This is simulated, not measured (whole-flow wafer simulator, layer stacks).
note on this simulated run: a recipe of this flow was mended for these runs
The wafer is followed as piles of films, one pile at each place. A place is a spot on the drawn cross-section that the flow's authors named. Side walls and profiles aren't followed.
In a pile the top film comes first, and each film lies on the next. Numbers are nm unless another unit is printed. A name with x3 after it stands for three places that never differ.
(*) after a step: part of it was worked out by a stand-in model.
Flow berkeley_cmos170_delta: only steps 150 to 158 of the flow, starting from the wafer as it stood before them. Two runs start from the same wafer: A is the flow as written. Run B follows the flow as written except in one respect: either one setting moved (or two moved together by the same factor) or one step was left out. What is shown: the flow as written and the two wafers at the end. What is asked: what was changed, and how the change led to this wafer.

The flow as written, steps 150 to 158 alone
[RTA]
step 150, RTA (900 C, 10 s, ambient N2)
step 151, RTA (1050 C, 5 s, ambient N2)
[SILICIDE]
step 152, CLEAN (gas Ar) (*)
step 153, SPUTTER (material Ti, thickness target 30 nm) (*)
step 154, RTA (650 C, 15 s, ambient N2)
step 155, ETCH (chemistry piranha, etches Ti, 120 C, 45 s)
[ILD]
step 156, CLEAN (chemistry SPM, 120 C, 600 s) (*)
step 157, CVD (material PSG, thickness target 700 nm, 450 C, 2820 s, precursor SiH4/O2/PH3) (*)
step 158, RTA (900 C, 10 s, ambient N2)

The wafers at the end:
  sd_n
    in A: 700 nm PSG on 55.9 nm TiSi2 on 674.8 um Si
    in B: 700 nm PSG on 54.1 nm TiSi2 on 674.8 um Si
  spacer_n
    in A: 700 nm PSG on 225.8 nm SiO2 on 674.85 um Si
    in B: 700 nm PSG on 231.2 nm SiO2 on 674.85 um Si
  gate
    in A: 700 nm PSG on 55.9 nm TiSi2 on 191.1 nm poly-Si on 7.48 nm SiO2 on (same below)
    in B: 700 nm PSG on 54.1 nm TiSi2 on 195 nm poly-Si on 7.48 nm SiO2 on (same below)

What caused this: step 152, CLEAN: gas Ar (*), was omitted.

How this came from the change, step by step:
  step 154, RTA (650 C, 15 s, ambient N2)
      sd_n, contact x2: A Ti loses 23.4, TiSi first gains 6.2 (new film), TiSi2 C49 gains 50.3 (new film), Si loses 49 | B Ti loses 23.6, TiSi first gains 22.3 (new film), TiSi2 C49 gains 24.4 (new film), chemical SiO2 loses 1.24 (all of it), Si loses 36.6
      gate: A Ti loses 23.4, TiSi first gains 6.2 (new film), TiSi2 C49 gains 50.3 (new film), poly-Si loses 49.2 | B Ti loses 23.6, TiSi first gains 22.3 (new film), TiSi2 C49 gains 24.4 (new film), chemical SiO2 loses 1.24 (all of it), poly-Si loses 36.7
      (as well as at 2 more places)
  step 158, RTA (900 C, 10 s, ambient N2)
      sd_n, contact x2: A under 1 film: TiSi2 gains 55.9 (new film), TiSi first loses 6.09 (all of it), TiSi2 C49 loses 50.3 (all of it), Si loses 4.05 | B under 1 film: TiSi2 gains 54.1 (new film), TiSi first loses 22.2 (all of it), TiSi2 C49 loses 24.4 (all of it), Si loses 14.7
      gate: A under 1 film: TiSi2 gains 55.9 (new film), TiSi first loses 6.09 (all of it), TiSi2 C49 loses 50.3 (all of it), poly-Si loses 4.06 | B under 1 film: TiSi2 gains 54.1 (new film), TiSi first loses 22.2 (all of it), TiSi2 C49 loses 24.4 (all of it), poly-Si loses 14.8
      (as well as at 2 more places)
